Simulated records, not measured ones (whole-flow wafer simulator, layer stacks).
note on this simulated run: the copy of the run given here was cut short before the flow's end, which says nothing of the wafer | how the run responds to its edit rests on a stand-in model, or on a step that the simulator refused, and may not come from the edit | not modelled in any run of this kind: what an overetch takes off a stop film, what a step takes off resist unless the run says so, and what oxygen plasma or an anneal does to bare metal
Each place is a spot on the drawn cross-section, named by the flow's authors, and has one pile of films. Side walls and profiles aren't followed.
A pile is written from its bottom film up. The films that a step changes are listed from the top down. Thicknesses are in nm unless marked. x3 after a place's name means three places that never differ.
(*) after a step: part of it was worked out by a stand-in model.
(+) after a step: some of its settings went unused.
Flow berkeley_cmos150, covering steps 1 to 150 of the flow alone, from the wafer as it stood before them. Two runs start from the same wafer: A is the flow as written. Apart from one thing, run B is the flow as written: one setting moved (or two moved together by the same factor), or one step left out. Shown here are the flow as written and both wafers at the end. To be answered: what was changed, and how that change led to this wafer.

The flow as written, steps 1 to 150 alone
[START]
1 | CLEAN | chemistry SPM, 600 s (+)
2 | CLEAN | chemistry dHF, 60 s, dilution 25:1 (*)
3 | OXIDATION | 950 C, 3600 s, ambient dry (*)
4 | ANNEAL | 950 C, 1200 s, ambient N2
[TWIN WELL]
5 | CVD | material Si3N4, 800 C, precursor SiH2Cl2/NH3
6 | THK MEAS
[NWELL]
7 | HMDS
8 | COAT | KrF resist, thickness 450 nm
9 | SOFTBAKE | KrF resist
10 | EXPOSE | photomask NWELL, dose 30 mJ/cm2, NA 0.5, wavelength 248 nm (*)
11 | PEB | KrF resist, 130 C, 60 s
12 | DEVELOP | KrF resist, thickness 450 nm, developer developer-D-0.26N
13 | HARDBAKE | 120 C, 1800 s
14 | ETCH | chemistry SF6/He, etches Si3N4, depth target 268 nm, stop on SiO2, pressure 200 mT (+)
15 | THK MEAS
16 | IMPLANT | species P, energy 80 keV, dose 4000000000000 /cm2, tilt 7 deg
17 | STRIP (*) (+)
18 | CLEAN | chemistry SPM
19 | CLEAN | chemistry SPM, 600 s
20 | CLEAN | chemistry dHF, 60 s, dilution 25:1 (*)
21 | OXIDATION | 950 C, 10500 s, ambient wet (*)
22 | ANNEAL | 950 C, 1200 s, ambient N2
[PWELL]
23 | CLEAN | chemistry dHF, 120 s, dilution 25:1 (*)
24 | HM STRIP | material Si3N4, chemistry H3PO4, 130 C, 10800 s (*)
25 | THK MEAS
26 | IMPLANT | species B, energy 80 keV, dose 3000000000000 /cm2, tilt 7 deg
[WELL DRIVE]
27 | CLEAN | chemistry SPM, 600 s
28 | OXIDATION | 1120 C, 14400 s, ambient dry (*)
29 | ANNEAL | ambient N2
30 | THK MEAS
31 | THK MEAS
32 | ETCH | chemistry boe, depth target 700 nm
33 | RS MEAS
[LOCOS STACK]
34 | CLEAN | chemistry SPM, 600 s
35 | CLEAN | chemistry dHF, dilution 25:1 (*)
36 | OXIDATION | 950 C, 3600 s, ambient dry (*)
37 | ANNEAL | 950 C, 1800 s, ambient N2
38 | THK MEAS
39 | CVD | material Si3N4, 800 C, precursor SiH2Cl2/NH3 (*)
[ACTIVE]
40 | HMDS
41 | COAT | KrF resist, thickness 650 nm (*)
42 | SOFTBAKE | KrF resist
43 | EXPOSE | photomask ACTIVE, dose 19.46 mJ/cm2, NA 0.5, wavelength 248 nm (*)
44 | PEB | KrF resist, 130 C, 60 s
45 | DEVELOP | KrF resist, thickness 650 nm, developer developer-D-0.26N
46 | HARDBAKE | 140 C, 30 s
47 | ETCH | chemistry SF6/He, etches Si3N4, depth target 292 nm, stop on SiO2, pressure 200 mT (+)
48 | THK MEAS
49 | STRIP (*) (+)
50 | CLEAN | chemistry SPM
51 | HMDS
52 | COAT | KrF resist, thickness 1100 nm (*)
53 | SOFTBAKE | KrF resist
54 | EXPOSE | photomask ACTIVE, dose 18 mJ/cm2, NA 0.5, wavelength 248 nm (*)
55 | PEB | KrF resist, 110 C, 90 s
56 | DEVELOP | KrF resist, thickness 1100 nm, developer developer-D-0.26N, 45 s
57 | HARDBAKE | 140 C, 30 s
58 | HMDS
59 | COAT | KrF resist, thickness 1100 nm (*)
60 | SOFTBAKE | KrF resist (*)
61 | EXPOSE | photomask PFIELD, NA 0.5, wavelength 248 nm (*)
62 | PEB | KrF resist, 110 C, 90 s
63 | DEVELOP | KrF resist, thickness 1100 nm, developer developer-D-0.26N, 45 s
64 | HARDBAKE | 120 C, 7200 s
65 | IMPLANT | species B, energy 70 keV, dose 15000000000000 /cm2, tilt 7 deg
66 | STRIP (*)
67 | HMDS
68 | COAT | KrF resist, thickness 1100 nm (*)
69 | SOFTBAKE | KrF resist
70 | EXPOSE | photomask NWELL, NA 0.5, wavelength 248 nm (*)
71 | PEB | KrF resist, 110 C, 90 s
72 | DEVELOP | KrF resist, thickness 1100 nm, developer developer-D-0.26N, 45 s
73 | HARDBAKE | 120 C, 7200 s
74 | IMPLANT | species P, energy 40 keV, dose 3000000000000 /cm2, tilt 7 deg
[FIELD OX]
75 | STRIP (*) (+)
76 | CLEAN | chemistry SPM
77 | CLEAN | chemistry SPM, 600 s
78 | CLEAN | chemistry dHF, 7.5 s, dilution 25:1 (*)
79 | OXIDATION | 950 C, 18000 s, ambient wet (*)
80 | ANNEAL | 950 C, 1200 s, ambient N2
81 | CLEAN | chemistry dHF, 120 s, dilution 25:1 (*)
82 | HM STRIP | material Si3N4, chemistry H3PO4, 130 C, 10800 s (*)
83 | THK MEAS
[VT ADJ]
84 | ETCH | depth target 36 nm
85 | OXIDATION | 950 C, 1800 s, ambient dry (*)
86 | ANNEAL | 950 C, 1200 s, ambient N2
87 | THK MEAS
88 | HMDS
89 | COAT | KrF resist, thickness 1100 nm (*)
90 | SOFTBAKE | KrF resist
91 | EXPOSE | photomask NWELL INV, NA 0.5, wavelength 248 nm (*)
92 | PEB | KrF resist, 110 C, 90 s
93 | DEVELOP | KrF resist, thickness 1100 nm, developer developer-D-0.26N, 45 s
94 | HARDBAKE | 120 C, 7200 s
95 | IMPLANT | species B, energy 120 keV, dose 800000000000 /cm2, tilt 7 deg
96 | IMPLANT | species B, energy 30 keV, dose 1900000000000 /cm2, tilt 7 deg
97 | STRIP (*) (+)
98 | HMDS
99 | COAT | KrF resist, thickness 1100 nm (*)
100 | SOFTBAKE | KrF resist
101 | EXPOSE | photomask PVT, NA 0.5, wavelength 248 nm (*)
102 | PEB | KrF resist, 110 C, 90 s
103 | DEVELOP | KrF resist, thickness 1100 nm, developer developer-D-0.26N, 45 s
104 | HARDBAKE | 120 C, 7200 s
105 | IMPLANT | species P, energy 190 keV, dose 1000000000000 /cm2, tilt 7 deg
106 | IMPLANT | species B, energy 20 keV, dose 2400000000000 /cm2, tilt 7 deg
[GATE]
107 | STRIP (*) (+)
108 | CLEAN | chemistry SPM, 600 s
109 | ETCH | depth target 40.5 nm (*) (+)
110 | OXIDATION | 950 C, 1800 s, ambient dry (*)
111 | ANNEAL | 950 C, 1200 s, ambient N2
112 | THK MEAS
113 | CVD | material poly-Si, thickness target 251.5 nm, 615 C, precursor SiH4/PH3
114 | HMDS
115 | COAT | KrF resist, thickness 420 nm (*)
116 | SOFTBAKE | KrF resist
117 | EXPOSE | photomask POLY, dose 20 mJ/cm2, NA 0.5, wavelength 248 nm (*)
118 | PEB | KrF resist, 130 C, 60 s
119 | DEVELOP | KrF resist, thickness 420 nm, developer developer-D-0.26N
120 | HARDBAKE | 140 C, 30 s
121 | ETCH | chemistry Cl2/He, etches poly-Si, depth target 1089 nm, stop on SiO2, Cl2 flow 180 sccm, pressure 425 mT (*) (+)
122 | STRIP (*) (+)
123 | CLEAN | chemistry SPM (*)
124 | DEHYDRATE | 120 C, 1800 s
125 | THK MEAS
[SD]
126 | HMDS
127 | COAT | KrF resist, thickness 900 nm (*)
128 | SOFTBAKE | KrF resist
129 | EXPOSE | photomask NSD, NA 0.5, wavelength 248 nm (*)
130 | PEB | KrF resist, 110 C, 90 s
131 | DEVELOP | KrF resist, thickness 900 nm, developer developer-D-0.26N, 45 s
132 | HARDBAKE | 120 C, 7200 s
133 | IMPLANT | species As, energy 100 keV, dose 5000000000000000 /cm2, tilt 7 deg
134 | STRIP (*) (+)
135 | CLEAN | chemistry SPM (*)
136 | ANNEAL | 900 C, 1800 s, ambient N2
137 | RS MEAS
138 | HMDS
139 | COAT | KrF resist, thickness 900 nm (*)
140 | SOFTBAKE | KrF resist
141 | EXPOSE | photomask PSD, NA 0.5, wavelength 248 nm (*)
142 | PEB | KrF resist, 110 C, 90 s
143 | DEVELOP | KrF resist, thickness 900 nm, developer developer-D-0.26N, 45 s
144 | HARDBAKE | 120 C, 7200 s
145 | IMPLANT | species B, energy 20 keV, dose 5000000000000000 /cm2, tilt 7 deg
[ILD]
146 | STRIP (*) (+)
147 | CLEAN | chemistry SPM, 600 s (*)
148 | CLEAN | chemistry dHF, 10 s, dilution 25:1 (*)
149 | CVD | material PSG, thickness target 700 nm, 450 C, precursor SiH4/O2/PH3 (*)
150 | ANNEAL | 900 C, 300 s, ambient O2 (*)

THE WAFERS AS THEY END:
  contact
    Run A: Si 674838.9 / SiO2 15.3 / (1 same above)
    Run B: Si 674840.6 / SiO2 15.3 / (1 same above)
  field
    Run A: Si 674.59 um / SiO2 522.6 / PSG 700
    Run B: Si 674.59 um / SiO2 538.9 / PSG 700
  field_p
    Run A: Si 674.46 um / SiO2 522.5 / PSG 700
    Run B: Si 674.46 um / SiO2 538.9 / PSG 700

What caused this: step 84, ETCH: depth target 19.55 nm was run, while the flow as written has depth target 36 nm.

The path from the change to this, step by step:
  84 | ETCH | depth target 36 nm
      gate_n, contact, m1: A -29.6 SiO2 (all of it) | B -19.5 SiO2
      sd_p, gate_p: A -29.6 SiO2 (all of it) | B -19.6 SiO2
      (also at 3 further places)
  85 | OXIDATION | 950 C, 1800 s, ambient dry (*)
      gate_n, sd_p, gate_p, contact, m1: A +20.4 SiO2 (new film), -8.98 Si | B +16.5 SiO2, -7.28 Si
      sd_n: A +12.2 SiO2, -5.35 Si | B +8.96 SiO2, -3.94 Si
  109 | ETCH | depth target 40.5 nm (*) (+)
      sd_n: A -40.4 SiO2 (all of it) | B -40.5 SiO2
      gate_n, sd_p, gate_p, contact, m1: A -20.4 SiO2 (all of it) | B -26.6 SiO2 (all of it)
  110 | OXIDATION | 950 C, 1800 s, ambient dry (*)
      sd_n: A +20.4 SiO2 (new film), -8.98 Si | B +14.6 SiO2, -6.41 Si
  122 | STRIP (*) (+)
      gate_n: A +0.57 chemical SiO2 (new film), -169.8 KrF resist (all of it), -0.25 poly-Si | B +0.57 chemical SiO2 (new film), -175.3 KrF resist (all of it), -0.25 poly-Si
